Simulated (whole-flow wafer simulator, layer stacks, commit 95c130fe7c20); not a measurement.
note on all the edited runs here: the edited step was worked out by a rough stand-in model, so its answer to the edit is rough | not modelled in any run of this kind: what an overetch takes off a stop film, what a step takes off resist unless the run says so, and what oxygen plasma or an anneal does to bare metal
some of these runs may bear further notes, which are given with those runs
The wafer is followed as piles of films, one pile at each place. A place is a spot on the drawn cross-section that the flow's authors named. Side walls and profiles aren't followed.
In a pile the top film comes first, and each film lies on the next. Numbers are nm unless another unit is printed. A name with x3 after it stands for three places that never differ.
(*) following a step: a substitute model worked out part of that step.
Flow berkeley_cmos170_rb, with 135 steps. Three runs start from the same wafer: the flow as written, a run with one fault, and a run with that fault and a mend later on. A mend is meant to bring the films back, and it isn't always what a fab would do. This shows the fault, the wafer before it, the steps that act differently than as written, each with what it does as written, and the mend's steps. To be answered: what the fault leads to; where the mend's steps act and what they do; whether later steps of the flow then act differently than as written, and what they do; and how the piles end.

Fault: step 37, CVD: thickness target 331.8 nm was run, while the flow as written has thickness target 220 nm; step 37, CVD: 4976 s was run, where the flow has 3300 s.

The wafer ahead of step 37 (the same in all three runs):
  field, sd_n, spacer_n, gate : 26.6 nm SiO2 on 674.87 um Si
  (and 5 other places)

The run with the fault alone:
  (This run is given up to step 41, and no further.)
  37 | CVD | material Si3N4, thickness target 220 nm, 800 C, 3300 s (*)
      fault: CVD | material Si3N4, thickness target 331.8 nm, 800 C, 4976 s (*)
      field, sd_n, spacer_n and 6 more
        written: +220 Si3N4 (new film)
        fault: +331.8 Si3N4 (new film)
  Every later step of the flow up to step 41 that is run acts as written at every place that is followed.
  The piles after step 41 differ from the flow's at field, sd_n, spacer_n and 6 more by more than 2% or 0.5 nm, whichever is larger.
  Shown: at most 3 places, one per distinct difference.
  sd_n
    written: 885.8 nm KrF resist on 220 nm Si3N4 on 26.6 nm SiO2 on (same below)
    fault: 885.8 nm KrF resist on 331.8 nm Si3N4 on 26.6 nm SiO2 on (same below)
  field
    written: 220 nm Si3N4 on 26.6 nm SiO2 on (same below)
    fault: 331.8 nm Si3N4 on 26.6 nm SiO2 on (same below)

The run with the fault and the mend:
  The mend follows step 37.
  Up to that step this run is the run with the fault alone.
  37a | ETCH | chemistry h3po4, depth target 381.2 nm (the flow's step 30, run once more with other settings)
      field, sd_n, spacer_n and 6 more
        -331.8 Si3N4 (all of it)
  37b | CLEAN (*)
      does not change any film at any place that is followed
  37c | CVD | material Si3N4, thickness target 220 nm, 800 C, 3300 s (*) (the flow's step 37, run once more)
      field, sd_n, spacer_n and 6 more
        +220 Si3N4 (new film)
  Every later step of the flow that is run acts as written at every place that is followed.
  At every place that both follow, the piles at the end match the flow's.
